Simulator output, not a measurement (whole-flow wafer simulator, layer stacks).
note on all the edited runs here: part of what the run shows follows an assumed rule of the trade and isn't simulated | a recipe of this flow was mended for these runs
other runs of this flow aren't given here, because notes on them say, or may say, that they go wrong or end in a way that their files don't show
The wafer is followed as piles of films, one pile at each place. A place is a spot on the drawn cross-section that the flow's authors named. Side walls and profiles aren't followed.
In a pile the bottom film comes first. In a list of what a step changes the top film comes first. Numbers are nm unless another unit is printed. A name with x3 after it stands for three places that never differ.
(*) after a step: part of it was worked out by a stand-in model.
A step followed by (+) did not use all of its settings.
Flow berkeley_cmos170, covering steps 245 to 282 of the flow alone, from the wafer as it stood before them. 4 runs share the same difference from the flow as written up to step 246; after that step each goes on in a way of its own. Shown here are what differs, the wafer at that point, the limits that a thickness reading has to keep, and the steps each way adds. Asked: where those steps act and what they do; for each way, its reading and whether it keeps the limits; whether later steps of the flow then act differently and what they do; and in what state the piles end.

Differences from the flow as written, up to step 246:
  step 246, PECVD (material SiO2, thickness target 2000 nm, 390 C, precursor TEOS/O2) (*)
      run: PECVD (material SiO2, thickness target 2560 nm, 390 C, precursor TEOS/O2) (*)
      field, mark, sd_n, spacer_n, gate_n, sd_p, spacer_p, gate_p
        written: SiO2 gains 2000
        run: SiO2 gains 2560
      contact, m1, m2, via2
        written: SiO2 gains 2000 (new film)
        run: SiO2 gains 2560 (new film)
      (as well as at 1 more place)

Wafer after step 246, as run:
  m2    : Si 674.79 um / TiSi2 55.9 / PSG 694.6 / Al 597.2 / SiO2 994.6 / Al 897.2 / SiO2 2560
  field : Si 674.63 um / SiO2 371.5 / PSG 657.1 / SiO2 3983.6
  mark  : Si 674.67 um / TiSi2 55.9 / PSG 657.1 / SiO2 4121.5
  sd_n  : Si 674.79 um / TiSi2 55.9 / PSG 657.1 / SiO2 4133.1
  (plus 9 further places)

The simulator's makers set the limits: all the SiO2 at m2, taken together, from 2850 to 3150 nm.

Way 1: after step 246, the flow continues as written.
  After step 246, the reading is 3554.6 nm, outside the limits.
  Steps later in the flow that act otherwise than as written:
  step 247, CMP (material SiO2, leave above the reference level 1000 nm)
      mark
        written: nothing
        way: SiO2 loses 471
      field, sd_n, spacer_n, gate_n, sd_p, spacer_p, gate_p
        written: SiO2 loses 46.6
        way: SiO2 loses 606.6
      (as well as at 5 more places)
  At mark, the piles at the end differ from the flow's by more than 2% or 0.5 nm, whichever is larger.
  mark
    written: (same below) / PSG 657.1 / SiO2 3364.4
    way: (same below) / PSG 657.1 / SiO2 3453.4

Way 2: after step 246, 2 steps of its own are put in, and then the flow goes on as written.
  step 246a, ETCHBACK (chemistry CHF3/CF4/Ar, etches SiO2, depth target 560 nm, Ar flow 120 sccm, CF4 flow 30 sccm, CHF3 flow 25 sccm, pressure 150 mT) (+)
      field, mark, sd_n and 10 more
        SiO2 loses 560
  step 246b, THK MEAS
      leaves every film unchanged at each place that is followed
  After step 246b, the reading is 2994.6 nm, within the limits.
  None of the later steps of the flow acts differently than as written at any place that is followed.
  The piles end the same as the flow's at every place that both follow.

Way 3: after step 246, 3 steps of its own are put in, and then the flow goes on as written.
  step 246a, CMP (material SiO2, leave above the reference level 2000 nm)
      contact, m1, via1, m2, via2
        SiO2 loses 560
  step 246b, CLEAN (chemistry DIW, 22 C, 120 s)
      leaves every film unchanged at each place that is followed
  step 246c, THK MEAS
      leaves every film unchanged at each place that is followed
  After step 246c, the reading is 2994.6 nm, within the limits.
  Steps later in the flow that act otherwise than as written:
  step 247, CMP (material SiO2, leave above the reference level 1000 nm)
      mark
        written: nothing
        way: SiO2 loses 471
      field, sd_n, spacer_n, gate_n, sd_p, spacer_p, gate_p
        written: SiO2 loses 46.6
        way: SiO2 loses 606.6
  At mark, the piles at the end differ from the flow's by more than 2% or 0.5 nm, whichever is larger.
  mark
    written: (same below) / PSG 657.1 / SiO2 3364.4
    way: (same below) / PSG 657.1 / SiO2 3453.4

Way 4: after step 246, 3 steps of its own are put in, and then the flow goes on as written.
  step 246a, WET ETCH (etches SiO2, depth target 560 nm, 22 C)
      field, mark, sd_n and 10 more
        SiO2 loses 560
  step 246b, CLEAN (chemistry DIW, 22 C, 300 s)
      leaves every film unchanged at each place that is followed
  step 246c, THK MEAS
      leaves every film unchanged at each place that is followed
  After step 246c, the reading is 2994.6 nm, within the limits.
  None of the later steps of the flow acts differently than as written at any place that is followed.
  The piles end the same as the flow's at every place that both follow.

Inside the limits: way 2, way 3, way 4. Outside the limits: way 1.
